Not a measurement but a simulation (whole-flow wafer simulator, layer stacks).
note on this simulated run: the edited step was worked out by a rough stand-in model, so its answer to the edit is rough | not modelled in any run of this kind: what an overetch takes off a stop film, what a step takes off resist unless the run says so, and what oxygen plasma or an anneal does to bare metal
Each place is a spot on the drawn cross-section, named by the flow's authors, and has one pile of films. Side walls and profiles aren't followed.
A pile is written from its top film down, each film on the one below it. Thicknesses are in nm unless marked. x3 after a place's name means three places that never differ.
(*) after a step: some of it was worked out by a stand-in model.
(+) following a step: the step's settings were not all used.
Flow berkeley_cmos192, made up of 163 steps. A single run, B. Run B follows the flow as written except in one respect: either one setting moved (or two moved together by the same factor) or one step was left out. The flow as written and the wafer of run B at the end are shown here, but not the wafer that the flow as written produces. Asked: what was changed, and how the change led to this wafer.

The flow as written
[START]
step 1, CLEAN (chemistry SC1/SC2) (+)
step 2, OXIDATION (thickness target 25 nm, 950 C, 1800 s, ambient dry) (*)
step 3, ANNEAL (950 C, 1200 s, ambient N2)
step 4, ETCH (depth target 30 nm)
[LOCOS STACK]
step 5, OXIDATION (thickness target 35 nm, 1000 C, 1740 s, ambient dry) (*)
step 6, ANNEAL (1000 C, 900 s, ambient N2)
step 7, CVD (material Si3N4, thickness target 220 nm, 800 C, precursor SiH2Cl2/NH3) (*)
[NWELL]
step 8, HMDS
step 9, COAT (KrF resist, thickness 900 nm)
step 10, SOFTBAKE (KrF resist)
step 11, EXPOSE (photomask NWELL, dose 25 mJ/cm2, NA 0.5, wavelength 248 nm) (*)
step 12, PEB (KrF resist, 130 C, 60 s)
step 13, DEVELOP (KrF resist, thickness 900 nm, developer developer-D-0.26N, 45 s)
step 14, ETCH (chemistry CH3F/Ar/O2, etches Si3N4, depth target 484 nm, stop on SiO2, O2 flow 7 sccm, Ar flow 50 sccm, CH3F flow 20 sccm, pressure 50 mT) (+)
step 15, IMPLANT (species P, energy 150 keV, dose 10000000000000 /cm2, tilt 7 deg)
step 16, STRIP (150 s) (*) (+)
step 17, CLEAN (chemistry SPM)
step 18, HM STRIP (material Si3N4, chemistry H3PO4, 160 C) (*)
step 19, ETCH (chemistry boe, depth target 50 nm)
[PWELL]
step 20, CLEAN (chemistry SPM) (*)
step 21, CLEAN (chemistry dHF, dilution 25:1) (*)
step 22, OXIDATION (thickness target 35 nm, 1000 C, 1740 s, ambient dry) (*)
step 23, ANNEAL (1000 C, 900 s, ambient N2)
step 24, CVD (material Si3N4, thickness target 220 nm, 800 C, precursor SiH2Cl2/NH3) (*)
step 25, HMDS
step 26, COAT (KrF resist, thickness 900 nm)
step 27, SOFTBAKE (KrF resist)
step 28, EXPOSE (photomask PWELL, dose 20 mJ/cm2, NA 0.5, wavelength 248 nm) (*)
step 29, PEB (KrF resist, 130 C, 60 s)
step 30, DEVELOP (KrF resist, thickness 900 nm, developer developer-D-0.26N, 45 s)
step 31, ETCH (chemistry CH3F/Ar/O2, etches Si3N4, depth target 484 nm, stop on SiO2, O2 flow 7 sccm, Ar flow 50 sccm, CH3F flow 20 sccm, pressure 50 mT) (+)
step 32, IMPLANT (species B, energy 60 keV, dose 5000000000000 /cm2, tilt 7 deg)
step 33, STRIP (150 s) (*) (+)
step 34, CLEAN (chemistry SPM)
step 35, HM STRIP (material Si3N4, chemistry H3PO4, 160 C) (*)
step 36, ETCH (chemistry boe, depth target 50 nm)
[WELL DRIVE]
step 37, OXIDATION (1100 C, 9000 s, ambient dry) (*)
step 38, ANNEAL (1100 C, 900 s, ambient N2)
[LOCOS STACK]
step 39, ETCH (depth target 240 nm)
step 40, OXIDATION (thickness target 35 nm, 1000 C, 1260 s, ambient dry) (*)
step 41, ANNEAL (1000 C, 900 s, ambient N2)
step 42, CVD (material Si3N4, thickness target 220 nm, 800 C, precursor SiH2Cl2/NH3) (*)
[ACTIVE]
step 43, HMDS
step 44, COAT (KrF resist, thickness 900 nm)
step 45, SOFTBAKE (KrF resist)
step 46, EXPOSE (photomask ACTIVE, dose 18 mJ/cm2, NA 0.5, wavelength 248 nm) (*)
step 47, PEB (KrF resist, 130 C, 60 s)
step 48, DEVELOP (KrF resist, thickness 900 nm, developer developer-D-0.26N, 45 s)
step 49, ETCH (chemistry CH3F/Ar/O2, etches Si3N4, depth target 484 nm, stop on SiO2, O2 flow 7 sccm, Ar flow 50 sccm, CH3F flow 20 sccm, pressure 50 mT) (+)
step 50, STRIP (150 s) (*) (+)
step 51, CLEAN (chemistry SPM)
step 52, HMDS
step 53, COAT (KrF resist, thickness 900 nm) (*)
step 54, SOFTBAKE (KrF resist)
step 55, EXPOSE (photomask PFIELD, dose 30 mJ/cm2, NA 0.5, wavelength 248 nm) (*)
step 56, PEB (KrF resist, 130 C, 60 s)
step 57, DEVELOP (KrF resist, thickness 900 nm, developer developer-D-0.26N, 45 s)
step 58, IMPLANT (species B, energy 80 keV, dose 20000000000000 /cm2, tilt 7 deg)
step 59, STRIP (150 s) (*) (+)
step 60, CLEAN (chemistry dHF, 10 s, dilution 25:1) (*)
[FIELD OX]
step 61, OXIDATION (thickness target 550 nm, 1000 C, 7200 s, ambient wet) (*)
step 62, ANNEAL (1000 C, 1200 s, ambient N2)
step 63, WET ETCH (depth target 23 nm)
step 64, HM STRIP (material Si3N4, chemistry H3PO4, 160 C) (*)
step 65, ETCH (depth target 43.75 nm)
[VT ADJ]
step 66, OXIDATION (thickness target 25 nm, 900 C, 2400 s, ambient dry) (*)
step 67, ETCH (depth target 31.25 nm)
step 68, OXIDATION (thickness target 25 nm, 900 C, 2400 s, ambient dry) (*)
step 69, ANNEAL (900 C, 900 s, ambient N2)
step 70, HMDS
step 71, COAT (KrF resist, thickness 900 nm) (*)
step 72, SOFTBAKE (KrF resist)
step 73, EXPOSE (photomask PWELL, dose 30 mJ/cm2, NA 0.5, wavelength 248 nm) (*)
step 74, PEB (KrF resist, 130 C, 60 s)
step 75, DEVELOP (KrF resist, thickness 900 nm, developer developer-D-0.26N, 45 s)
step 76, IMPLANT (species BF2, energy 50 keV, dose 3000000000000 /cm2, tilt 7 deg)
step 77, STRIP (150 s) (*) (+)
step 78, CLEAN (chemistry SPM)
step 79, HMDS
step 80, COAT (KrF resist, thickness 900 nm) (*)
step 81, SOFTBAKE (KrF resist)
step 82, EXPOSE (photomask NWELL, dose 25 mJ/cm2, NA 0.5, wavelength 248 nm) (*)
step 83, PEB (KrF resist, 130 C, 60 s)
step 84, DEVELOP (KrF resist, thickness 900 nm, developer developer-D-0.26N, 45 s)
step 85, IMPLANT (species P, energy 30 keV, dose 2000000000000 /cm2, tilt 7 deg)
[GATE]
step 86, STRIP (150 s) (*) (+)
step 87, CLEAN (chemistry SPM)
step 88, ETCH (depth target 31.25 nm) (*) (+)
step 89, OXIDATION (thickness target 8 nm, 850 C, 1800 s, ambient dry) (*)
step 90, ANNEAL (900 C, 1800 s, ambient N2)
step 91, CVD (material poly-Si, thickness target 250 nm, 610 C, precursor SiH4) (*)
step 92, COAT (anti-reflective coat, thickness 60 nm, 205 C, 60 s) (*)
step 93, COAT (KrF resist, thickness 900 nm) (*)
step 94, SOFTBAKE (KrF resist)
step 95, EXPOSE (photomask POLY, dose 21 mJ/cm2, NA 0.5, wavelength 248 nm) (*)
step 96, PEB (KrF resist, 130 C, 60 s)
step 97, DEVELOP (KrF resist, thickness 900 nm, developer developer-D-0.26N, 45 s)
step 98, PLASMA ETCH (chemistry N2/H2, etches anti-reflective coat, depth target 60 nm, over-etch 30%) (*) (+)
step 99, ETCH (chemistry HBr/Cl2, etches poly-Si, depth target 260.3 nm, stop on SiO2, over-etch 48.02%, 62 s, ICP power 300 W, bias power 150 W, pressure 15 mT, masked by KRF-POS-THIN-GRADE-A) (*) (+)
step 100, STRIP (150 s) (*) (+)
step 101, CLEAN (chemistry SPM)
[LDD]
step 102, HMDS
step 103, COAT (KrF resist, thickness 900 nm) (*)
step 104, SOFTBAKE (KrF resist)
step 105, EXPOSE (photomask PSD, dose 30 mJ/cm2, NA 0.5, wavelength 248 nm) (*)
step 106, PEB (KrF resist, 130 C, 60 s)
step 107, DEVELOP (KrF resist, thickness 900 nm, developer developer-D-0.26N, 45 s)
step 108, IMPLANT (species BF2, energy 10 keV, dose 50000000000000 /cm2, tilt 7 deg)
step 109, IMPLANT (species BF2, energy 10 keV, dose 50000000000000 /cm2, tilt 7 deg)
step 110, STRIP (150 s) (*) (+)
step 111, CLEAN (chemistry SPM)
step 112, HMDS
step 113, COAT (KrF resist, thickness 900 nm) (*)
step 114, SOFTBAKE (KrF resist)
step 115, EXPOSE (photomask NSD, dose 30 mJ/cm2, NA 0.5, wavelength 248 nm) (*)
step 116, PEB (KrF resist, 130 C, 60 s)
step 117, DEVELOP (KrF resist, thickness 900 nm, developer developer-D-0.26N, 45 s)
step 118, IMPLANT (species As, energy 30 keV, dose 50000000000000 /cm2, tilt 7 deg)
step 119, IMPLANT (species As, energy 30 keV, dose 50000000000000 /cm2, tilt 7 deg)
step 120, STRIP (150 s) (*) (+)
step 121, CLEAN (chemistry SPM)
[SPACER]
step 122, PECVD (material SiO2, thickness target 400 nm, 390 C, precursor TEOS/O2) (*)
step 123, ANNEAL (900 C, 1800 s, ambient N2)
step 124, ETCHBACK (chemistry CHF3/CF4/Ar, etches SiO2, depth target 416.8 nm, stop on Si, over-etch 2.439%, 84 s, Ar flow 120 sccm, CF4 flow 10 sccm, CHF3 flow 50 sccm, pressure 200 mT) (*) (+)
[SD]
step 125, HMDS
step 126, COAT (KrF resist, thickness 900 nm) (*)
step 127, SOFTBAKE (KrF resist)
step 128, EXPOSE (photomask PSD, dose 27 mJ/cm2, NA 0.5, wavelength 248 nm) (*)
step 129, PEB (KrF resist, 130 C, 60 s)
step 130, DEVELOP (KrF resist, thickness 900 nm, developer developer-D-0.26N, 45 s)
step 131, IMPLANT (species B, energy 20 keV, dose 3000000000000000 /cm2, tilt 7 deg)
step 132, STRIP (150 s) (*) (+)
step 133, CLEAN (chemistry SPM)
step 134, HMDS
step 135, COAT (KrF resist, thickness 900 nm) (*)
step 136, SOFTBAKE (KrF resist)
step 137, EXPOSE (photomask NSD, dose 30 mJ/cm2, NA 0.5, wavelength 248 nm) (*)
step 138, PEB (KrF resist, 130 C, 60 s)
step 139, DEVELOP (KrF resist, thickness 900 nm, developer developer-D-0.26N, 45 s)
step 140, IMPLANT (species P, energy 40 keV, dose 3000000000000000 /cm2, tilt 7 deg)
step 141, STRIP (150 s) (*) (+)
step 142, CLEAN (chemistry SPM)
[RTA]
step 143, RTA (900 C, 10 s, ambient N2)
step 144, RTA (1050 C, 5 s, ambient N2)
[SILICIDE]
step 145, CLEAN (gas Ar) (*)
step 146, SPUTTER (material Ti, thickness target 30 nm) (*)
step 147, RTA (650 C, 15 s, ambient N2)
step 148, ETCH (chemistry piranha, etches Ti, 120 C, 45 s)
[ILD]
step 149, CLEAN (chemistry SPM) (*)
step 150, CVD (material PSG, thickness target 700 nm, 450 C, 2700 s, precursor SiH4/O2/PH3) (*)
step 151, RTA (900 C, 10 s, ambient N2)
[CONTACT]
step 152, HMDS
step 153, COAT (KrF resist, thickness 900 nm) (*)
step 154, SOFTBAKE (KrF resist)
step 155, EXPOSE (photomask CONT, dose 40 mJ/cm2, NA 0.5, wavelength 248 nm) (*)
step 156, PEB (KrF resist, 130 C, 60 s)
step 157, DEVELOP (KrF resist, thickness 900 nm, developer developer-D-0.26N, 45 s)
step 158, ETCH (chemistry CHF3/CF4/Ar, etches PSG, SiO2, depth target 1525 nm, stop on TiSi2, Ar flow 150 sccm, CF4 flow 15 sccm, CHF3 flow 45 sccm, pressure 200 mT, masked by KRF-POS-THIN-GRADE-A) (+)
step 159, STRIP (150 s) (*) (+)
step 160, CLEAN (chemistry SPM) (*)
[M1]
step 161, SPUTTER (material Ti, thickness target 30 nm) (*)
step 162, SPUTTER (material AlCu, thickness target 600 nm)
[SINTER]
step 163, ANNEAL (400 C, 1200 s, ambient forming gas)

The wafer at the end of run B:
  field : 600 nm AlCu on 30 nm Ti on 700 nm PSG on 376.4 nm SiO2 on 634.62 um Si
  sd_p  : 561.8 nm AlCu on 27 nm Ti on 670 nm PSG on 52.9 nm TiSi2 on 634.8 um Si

The reason: step 88, ETCH: depth target 50 nm was run, though the flow has depth target 31.25 nm.

Step by step, how the change led to this:
  step 88, ETCH (depth target 31.25 nm) (*) (+)
      field: -50 SiO2 (as written it would have been: -31.2 SiO2)
  step 92, COAT (anti-reflective coat, thickness 60 nm, 205 C, 60 s) (*)
      sd_n: +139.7 anti-reflective coat (new film) (as written it would have been: +152.4 anti-reflective coat (new film))
      spacer_n: +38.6 anti-reflective coat (new film) (as written it would have been: +33.8 anti-reflective coat (new film))
      (and at 6 other places as well)
  step 98, PLASMA ETCH (chemistry N2/H2, etches anti-reflective coat, depth target 60 nm, over-etch 30%) (*) (+)
      sd_n: -139.7 anti-reflective coat (all of it), -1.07 poly-Si (as written it would have been: -152.4 anti-reflective coat (all of it), -1.17 poly-Si)
      spacer_n: -38.6 anti-reflective coat (all of it), -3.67 poly-Si (as written it would have been: -33.8 anti-reflective coat (all of it), -4.21 poly-Si)
      (and at 4 other places as well)
  step 100, STRIP (150 s) (*) (+)
      gate: +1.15 chemical SiO2 (new film), -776 KrF resist (all of it), -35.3 anti-reflective coat (all of it), -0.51 poly-Si (as written it would have been: +1.15 chemical SiO2 (new film), -791.8 KrF resist (all of it), -30 anti-reflective coat (all of it), -0.51 poly-Si)
      gate_p: +1.15 chemical SiO2 (new film), -754.3 KrF resist (all of it), -35 anti-reflective coat (all of it), -0.51 poly-Si (as written it would have been: +1.15 chemical SiO2 (new film), -765.1 KrF resist (all of it), -31 anti-reflective coat (all of it), -0.51 poly-Si)
  step 147, RTA (650 C, 15 s, ambient N2)
      sd_p: -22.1 Ti, +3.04 TiSi first (new film), +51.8 TiSi2 C49 (new film), -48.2 Si (as written it would have been: -21.9 Ti, +2.35 TiSi first (new film), +52.1 TiSi2 C49 (new film), -48.1 Si)
  step 151, RTA (900 C, 10 s, ambient N2)
      sd_p: under 1 film: +52.9 TiSi2 (new film), -2.93 TiSi first (all of it), -51.8 TiSi2 C49 (all of it), -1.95 Si (as written it would have been: under 1 film: +52.2 TiSi2 (new film), -2.25 TiSi first (all of it), -52.1 TiSi2 C49 (all of it), -1.5 Si)
